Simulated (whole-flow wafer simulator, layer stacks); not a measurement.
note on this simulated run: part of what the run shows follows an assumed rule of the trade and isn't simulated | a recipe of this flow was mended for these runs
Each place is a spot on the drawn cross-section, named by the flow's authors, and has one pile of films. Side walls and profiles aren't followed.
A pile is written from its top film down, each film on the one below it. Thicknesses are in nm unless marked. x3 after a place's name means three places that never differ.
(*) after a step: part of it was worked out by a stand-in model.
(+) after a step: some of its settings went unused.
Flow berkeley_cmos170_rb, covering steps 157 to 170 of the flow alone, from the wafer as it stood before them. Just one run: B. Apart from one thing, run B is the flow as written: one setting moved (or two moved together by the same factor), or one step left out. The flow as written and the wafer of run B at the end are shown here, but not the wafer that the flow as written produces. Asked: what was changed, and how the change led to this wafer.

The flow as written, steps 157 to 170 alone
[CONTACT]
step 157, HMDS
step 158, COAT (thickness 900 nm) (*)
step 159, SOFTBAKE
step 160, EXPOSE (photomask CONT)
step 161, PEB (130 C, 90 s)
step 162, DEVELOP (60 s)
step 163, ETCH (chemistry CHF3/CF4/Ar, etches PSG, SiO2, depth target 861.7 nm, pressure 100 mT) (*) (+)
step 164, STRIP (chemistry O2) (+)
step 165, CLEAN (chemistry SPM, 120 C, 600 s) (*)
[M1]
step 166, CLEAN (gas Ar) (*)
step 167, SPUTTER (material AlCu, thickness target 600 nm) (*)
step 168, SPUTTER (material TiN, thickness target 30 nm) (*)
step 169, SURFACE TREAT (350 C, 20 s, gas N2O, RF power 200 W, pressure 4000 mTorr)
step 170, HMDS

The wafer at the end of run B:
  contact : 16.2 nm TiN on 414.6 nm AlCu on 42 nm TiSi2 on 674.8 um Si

The reason: step 163, ETCH: depth target 932.2 nm was run, though the flow has depth target 861.7 nm.

Step by step, how the change led to this:
  step 163, ETCH (chemistry CHF3/CF4/Ar, etches PSG, SiO2, depth target 861.7 nm, pressure 100 mT) (*) (+)
      field, sd_n, spacer_n, gate, sd_p, spacer_p, gate_p, m1: -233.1 KrF-resist (in the flow as written it would be: -215.4 KrF-resist)
      contact: -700 PSG (all of it), -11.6 TiSi2 (in the flow as written it would be: -700 PSG (all of it), -8.08 TiSi2)
  step 164, STRIP (chemistry O2) (+)
      field: -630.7 KrF-resist (all of it) (in the flow as written it would be: -648.4 KrF-resist (all of it))
      sd_n: -754.9 KrF-resist (all of it) (in the flow as written it would be: -772.5 KrF-resist (all of it))
      (as well as at 6 more places)
